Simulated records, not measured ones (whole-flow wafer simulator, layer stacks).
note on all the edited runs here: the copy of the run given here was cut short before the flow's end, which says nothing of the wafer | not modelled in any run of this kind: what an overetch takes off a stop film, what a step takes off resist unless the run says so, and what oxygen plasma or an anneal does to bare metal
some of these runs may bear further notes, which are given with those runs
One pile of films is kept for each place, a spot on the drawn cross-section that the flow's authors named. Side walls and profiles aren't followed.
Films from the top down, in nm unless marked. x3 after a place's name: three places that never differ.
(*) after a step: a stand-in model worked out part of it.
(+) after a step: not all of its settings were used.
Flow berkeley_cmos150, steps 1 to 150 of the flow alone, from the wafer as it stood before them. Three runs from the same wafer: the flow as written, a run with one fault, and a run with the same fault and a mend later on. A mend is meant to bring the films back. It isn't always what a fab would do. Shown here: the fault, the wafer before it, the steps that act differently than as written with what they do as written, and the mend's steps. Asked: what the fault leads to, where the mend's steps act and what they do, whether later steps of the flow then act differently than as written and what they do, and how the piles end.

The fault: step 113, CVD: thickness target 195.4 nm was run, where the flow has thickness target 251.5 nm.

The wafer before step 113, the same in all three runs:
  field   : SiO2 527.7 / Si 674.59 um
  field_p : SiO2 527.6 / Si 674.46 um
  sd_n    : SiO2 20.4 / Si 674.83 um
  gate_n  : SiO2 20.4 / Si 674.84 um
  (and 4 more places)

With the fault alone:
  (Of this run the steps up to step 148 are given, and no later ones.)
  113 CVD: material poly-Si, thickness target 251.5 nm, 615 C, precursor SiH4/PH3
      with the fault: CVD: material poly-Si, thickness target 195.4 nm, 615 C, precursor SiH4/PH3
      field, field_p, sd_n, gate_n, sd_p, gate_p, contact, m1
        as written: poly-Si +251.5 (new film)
        with the fault: poly-Si +195.4 (new film)
  Later steps of the flow that act differently than as written (7 more steps differ only slightly, by at most 2% or 0.5 nm, whichever is larger, and aren't shown):
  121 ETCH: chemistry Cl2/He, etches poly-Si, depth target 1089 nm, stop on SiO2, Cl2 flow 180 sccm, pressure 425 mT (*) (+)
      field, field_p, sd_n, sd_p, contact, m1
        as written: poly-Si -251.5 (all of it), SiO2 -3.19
        with the fault: poly-Si -195.4 (all of it), SiO2 -3.19
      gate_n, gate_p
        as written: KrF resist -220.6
        with the fault: KrF resist -180.5
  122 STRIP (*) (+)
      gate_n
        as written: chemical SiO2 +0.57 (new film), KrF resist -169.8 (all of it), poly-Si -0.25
        with the fault: chemical SiO2 +0.6 (new film), KrF resist -208.5 (all of it), poly-Si -0.26
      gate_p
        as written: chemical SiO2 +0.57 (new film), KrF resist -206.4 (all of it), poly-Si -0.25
        with the fault: chemical SiO2 +0.6 (new film), KrF resist -244.8 (all of it), poly-Si -0.26
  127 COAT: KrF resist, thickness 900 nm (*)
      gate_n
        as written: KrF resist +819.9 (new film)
        with the fault: KrF resist +858 (new film)
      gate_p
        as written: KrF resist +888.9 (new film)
        with the fault: KrF resist +927.8 (new film)
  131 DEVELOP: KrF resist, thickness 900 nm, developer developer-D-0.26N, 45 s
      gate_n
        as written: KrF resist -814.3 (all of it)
        with the fault: KrF resist -852.1 (all of it)
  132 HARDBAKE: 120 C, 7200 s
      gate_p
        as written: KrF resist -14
        with the fault: KrF resist -14.6
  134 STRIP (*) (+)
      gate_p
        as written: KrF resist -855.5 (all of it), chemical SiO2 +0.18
        with the fault: KrF resist -893.5 (all of it), chemical SiO2 +0.18
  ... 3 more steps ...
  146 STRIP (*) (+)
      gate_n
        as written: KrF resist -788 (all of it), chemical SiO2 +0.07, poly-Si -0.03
        with the fault: KrF resist -825.2 (all of it), chemical SiO2 +0.07, poly-Si -0.03
  After step 148 the piles differ from the flow's by more than 2% or 0.5 nm, whichever is larger, at gate_n, gate_p.
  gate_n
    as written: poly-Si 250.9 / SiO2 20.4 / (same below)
    with the fault: poly-Si 194.8 / SiO2 20.4 / (same below)
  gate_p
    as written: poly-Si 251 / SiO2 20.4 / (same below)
    with the fault: poly-Si 194.9 / SiO2 20.4 / (same below)

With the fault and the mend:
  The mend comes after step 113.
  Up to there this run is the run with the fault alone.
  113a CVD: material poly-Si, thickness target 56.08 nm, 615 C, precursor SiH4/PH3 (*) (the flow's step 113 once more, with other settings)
      field, field_p, sd_n, gate_n, sd_p, gate_p, contact, m1
        poly-Si +56.1
  No later step of the flow acts differently than as written, at any place that is followed, by more than 2% or 0.5 nm, whichever is larger.
  At the end the piles differ from the flow's only slightly at the places that both follow, by at most 2% or 0.5 nm, whichever is larger.
